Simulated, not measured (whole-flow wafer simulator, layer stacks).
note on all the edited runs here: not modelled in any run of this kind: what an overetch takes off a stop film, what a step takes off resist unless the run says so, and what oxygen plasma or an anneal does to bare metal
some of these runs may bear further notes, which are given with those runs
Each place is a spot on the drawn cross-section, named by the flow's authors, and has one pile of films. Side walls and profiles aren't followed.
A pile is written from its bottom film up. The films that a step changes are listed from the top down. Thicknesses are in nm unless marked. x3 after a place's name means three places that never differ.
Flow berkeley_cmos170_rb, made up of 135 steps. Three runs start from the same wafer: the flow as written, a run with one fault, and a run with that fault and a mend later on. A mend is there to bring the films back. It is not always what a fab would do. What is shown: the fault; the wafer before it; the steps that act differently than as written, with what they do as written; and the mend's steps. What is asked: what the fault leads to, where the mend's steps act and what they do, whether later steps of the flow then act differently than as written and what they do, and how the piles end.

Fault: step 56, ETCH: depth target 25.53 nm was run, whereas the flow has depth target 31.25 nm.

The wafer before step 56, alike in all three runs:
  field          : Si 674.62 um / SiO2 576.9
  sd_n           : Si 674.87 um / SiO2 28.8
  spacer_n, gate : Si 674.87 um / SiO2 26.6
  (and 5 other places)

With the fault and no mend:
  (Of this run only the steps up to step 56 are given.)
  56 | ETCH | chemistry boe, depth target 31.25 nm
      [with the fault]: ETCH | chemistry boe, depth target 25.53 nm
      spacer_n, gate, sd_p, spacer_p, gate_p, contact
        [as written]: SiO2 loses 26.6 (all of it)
        [with the fault]: SiO2 loses 25.5
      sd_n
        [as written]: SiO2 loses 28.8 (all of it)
        [with the fault]: SiO2 loses 25.5
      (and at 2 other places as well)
  After step 56, at sd_n, spacer_n, gate, sd_p, spacer_p, gate_p, contact, m1, the piles differ from the flow's by more than 2% or 0.5 nm, whichever is larger.
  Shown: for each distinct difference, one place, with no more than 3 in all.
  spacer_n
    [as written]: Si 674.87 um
    [with the fault]: Si 674.87 um / SiO2 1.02
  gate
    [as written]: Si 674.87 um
    [with the fault]: Si 674.87 um / SiO2 1.1
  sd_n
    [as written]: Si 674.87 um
    [with the fault]: Si 674.87 um / SiO2 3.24

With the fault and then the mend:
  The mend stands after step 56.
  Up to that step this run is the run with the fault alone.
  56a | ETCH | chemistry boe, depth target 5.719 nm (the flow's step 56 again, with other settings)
      spacer_n, spacer_p, gate_p, contact
        SiO2 loses 1.02 (all of it)
      gate, sd_p
        SiO2 loses 1.1 (all of it)
      field
        SiO2 loses 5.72
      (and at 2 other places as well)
  None of the later steps of the flow differs from how it acts as written, at any place that is followed, by more than 2% or 0.5 nm, whichever is larger.
  By the end, the piles equal the flow's at every place that both follow.
